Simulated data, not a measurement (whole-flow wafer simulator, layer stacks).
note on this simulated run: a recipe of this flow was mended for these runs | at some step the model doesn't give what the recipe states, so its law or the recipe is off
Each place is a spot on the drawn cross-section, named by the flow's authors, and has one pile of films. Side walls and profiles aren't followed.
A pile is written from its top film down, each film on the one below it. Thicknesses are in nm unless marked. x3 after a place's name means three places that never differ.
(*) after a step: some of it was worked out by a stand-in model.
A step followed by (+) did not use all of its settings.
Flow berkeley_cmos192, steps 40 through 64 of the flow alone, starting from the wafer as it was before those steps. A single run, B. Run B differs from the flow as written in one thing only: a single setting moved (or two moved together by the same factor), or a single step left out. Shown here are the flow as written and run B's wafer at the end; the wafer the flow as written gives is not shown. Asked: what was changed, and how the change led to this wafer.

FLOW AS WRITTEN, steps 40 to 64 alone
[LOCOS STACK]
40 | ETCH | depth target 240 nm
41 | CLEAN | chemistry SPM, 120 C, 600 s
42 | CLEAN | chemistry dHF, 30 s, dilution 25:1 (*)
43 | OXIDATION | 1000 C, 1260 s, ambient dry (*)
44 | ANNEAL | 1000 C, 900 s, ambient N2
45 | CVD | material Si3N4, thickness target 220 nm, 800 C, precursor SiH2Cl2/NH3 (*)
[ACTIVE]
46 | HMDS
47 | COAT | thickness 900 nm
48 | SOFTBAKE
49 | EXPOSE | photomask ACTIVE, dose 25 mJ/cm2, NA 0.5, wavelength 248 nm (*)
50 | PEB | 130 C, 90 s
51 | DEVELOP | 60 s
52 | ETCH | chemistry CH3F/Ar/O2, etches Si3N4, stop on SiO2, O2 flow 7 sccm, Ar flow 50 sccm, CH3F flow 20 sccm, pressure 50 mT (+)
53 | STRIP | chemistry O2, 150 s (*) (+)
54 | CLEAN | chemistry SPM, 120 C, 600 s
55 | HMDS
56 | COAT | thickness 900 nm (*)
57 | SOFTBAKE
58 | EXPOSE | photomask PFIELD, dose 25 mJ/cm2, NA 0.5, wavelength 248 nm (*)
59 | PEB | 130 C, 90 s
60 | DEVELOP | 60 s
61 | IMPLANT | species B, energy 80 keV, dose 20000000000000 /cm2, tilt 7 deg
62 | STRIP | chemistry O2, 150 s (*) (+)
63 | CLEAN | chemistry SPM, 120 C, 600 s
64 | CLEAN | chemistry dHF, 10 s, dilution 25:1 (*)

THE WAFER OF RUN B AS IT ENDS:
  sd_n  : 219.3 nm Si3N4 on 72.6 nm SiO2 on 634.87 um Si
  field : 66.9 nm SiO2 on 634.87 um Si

What caused this: step 40, ETCH: depth target 134 nm was run, though the flow has depth target 240 nm.

The path from the change to this, step by step:
  40 | ETCH | depth target 240 nm
      field, sd_n, spacer_n and 6 more: -134 SiO2 (in the flow as written it would be: -197.6 SiO2 (all of it))
  41 | CLEAN | chemistry SPM, 120 C, 600 s
      field, sd_n, spacer_n and 6 more: nothing (in the flow as written it would be: +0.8 chemical SiO2 (new film), -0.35 Si)
  42 | CLEAN | chemistry dHF, 30 s, dilution 25:1 (*)
      field, sd_n, spacer_n and 6 more: -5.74 SiO2 (in the flow as written it would be: -0.8 chemical SiO2 (all of it))
  43 | OXIDATION | 1000 C, 1260 s, ambient dry (*)
      field, sd_n, spacer_n and 6 more: +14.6 SiO2, -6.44 Si (in the flow as written it would be: +26.6 SiO2 (new film), -11.7 Si)
